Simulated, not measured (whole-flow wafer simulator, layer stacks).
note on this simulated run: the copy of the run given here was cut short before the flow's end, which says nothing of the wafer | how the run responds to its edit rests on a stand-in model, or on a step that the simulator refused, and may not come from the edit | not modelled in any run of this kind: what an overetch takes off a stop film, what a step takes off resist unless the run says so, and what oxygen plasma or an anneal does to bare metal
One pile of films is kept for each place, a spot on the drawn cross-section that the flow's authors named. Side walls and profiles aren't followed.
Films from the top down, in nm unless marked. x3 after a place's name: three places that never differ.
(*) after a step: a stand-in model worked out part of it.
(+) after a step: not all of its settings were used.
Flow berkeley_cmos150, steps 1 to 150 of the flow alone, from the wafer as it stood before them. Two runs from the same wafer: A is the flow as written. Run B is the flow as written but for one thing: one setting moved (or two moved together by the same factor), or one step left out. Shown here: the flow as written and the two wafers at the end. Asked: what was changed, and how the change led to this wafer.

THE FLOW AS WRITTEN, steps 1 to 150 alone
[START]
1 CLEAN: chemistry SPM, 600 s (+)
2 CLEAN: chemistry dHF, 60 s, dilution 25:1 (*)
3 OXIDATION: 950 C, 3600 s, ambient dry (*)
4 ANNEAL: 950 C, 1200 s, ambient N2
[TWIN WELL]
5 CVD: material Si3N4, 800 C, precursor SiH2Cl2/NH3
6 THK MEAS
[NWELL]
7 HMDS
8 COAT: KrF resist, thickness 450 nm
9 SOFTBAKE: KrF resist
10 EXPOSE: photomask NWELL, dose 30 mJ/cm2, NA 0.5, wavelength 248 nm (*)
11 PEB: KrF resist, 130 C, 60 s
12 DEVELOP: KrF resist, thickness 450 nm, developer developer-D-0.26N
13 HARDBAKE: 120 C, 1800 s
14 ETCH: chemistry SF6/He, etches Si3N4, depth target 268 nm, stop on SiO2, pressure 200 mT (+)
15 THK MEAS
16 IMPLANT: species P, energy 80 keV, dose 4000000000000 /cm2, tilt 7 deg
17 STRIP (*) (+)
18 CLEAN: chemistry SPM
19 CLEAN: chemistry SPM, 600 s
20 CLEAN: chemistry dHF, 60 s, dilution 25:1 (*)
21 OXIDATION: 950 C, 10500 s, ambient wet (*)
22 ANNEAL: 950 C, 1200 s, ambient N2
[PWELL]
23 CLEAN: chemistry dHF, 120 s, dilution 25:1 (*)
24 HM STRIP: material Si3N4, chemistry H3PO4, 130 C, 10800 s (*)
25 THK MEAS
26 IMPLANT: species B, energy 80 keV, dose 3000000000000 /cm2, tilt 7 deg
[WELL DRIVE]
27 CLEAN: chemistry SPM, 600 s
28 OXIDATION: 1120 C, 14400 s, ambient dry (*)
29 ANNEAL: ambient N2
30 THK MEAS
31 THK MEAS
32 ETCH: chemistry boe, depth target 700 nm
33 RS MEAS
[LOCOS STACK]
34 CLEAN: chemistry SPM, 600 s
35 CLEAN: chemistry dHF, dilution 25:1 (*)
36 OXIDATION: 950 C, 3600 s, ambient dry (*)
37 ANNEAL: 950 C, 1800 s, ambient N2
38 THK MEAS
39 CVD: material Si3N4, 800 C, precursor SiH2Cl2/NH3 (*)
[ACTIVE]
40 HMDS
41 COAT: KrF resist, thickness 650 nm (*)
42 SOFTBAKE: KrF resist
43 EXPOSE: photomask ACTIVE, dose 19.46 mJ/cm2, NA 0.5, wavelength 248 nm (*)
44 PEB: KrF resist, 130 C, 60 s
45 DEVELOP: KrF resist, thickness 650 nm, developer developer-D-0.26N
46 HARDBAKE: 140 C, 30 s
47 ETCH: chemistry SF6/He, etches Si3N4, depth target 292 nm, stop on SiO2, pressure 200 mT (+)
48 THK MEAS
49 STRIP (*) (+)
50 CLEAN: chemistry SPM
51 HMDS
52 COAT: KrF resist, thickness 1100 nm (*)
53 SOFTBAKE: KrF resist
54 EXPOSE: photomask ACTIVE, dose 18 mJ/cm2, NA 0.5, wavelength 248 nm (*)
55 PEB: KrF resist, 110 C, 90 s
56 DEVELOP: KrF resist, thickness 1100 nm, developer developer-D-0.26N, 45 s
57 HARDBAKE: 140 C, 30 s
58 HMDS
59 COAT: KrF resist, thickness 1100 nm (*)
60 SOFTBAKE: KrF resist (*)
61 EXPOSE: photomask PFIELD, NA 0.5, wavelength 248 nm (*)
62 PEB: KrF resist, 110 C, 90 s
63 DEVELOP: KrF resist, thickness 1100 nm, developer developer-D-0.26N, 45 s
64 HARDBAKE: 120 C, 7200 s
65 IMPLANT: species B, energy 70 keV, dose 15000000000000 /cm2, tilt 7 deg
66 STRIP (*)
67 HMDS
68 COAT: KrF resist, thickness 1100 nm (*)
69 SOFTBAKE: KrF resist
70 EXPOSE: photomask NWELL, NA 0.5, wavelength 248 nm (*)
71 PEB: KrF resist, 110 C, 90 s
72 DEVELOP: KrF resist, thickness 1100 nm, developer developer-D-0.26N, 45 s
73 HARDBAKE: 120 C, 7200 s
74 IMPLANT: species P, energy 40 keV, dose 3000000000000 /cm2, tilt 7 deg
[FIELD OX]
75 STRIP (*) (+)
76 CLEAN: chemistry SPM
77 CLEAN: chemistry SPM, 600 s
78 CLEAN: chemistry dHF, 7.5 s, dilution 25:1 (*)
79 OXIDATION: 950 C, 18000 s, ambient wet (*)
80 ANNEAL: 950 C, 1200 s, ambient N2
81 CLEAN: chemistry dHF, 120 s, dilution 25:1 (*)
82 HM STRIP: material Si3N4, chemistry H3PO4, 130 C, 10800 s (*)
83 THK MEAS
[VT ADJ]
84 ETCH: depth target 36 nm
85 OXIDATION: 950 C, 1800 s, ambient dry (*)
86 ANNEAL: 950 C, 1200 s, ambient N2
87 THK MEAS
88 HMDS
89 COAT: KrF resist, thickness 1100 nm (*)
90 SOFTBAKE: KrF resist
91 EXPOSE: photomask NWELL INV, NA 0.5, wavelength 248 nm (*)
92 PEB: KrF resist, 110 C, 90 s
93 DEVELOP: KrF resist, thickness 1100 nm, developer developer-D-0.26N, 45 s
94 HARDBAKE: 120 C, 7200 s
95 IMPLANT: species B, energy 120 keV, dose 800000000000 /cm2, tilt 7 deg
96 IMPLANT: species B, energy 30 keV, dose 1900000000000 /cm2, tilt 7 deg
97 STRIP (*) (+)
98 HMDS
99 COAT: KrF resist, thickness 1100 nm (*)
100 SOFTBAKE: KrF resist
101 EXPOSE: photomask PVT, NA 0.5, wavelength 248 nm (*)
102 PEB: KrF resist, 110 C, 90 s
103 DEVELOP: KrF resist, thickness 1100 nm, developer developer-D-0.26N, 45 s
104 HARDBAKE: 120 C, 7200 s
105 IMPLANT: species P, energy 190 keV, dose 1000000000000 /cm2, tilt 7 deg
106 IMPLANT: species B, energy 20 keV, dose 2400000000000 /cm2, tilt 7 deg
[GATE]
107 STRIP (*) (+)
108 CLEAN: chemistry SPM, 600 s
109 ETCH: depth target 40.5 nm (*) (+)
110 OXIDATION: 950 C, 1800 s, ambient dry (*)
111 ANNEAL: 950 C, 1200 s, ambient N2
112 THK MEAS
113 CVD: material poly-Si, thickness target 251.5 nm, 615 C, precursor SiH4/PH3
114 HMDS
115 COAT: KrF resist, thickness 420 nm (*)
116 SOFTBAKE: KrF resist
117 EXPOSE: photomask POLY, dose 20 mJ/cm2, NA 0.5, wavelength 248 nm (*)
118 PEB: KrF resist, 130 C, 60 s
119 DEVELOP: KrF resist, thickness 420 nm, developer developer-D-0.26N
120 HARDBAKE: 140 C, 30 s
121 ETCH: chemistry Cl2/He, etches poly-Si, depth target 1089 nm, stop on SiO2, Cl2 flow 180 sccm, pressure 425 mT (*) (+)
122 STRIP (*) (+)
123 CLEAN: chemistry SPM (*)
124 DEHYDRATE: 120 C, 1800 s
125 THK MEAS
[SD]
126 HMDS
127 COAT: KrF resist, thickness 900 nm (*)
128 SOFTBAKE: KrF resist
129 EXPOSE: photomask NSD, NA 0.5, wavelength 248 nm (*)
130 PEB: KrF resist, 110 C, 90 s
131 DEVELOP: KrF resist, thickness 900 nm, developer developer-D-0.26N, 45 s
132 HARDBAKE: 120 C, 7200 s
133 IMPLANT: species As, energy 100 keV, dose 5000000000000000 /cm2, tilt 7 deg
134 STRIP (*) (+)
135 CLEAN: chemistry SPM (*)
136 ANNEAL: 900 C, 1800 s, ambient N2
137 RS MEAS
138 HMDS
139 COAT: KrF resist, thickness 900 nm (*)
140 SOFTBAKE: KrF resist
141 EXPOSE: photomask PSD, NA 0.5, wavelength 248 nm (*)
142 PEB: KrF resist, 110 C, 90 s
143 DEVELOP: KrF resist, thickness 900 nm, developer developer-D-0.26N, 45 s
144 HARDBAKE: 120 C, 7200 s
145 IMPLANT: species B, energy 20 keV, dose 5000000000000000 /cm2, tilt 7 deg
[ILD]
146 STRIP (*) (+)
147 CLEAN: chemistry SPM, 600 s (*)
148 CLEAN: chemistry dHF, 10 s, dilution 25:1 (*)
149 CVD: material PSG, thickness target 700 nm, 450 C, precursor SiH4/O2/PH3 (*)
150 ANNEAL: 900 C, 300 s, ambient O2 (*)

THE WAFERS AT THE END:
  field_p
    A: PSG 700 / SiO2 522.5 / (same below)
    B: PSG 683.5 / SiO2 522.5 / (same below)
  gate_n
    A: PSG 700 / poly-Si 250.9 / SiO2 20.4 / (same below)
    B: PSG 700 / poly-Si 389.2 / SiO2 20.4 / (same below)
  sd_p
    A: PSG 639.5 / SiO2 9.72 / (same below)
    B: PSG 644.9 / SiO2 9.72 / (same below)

The cause: step 113, CVD: thickness target 389.8 nm was run, where the flow has thickness target 251.5 nm.

How the change led to this, step by step:
  113 CVD: material poly-Si, thickness target 251.5 nm, 615 C, precursor SiH4/PH3
      field, field_p, sd_n, gate_n, sd_p, gate_p, contact, m1: A poly-Si +251.5 (new film) | B poly-Si +389.8 (new film)
  121 ETCH: chemistry Cl2/He, etches poly-Si, depth target 1089 nm, stop on SiO2, Cl2 flow 180 sccm, pressure 425 mT (*) (+)
      field, field_p, sd_n, sd_p, contact, m1: A poly-Si -251.5 (all of it), SiO2 -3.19 | B poly-Si -389.8 (all of it), SiO2 -3.19
      gate_n, gate_p: A KrF resist -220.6 | B KrF resist -319.4
  122 STRIP (*) (+)
      gate_n: A chemical SiO2 +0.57 (new film), KrF resist -169.8 (all of it), poly-Si -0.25 | B chemical SiO2 +0.66 (new film), KrF resist -71.8 (all of it), poly-Si -0.29
      gate_p: A chemical SiO2 +0.57 (new film), KrF resist -206.4 (all of it), poly-Si -0.25 | B chemical SiO2 +0.66 (new film), KrF resist -108.1 (all of it), poly-Si -0.29
  127 COAT: KrF resist, thickness 900 nm (*)
      gate_n: A KrF resist +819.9 (new film) | B KrF resist +721.6 (new film)
      gate_p: A KrF resist +888.9 (new film) | B KrF resist +789.2 (new film)
  130 PEB: KrF resist, 110 C, 90 s
      gate_n: A KrF resist -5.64 | B KrF resist -4.95
      gate_p: A KrF resist -6.13 | B KrF resist -5.42
  131 DEVELOP: KrF resist, thickness 900 nm, developer developer-D-0.26N, 45 s
      gate_n: A KrF resist -814.3 (all of it) | B KrF resist -716.6 (all of it)
  132 HARDBAKE: 120 C, 7200 s
      gate_p: A KrF resist -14 | B KrF resist -12.3
  134 STRIP (*) (+)
      gate_p: A KrF resist -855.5 (all of it), chemical SiO2 +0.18 | B KrF resist -758.2 (all of it), chemical SiO2 +0.19
  139 COAT: KrF resist, thickness 900 nm (*)
      gate_n: A KrF resist +819.8 (new film) | B KrF resist +721.4 (new film)
      gate_p: A KrF resist +888.9 (new film) | B KrF resist +789.1 (new film)
  142 PEB: KrF resist, 110 C, 90 s
      gate_n: A KrF resist -5.64 | B KrF resist -4.95
      gate_p: A KrF resist -6.12 | B KrF resist -5.42
  143 DEVELOP: KrF resist, thickness 900 nm, developer developer-D-0.26N, 45 s
      gate_p: A KrF resist -882.7 (all of it) | B KrF resist -783.7 (all of it)
  144 HARDBAKE: 120 C, 7200 s
      gate_n: A KrF resist -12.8 | B KrF resist -11.2
  146 STRIP (*) (+)
      gate_n: A KrF resist -788 (all of it), chemical SiO2 +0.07, poly-Si -0.03 | B KrF resist -692 (all of it), chemical SiO2 +0.07, poly-Si -0.03
  149 CVD: material PSG, thickness target 700 nm, 450 C, precursor SiH4/O2/PH3 (*)
      field_p: A PSG +700 (new film) | B PSG +683.5 (new film)
